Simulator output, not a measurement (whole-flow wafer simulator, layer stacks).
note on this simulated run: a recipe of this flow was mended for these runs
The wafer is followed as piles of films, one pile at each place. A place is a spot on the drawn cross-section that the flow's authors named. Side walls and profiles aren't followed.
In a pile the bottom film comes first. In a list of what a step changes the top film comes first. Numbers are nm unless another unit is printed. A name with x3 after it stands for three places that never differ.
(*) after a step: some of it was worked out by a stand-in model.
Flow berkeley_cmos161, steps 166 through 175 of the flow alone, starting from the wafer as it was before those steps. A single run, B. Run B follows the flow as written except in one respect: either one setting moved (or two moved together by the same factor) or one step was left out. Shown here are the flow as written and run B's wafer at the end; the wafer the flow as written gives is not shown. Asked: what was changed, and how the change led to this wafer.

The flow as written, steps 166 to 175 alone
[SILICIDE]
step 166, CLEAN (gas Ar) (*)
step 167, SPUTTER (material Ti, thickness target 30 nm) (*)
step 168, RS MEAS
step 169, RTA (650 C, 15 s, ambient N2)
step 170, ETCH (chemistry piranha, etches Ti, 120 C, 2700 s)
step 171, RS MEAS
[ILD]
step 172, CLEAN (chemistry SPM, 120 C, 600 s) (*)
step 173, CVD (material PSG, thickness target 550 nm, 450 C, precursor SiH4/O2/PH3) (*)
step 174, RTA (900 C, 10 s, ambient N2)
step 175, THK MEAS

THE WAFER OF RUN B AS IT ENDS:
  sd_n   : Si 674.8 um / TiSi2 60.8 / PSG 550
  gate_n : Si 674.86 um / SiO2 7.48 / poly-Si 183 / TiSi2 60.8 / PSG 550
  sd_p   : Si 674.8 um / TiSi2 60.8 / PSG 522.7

The reason: step 167, SPUTTER: thickness target 34 nm was run, whereas the flow has thickness target 30 nm.

Step by step, how the change led to this:
  step 167, SPUTTER (material Ti, thickness target 30 nm) (*)
      field, sd_n, spacer_n, gate_n, sd_p, spacer_p, gate_p, contact x2: +34 Ti (new film) (as written it would have been: +30 Ti (new film))
  step 169, RTA (650 C, 15 s, ambient N2)
      sd_n, sd_p, contact x2: -26.5 Ti, +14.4 TiSi first (new film), +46 TiSi2 C49 (new film), -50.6 Si (as written it would have been: -23.4 Ti, +6.2 TiSi first (new film), +50.3 TiSi2 C49 (new film), -49 Si)
      gate_n, gate_p: -26.5 Ti, +14.4 TiSi first (new film), +46 TiSi2 C49 (new film), -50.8 poly-Si (as written it would have been: -23.4 Ti, +6.2 TiSi first (new film), +50.3 TiSi2 C49 (new film), -49.2 poly-Si)
  step 170, ETCH (chemistry piranha, etches Ti, 120 C, 2700 s)
      sd_n, gate_n, sd_p, gate_p, contact x2: -7.48 Ti (all of it), -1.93 TiSi first (as written it would have been: -6.6 Ti (all of it), -1.93 TiSi first)
      field, spacer_n, spacer_p: -34 Ti (all of it) (as written it would have been: -30 Ti (all of it))
  step 174, RTA (900 C, 10 s, ambient N2)
      sd_n, sd_p, contact x2: under 1 film: +60.8 TiSi2 (new film), -12.5 TiSi first (all of it), -46 TiSi2 C49 (all of it), -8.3 Si (as written it would have been: under 1 film: +53.3 TiSi2 (new film), -4.27 TiSi first (all of it), -50.3 TiSi2 C49 (all of it), -2.83 Si)
      gate_n, gate_p: under 1 film: +60.8 TiSi2 (new film), -12.5 TiSi first (all of it), -46 TiSi2 C49 (all of it), -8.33 poly-Si (as written it would have been: under 1 film: +53.3 TiSi2 (new film), -4.27 TiSi first (all of it), -50.3 TiSi2 C49 (all of it), -2.85 poly-Si)
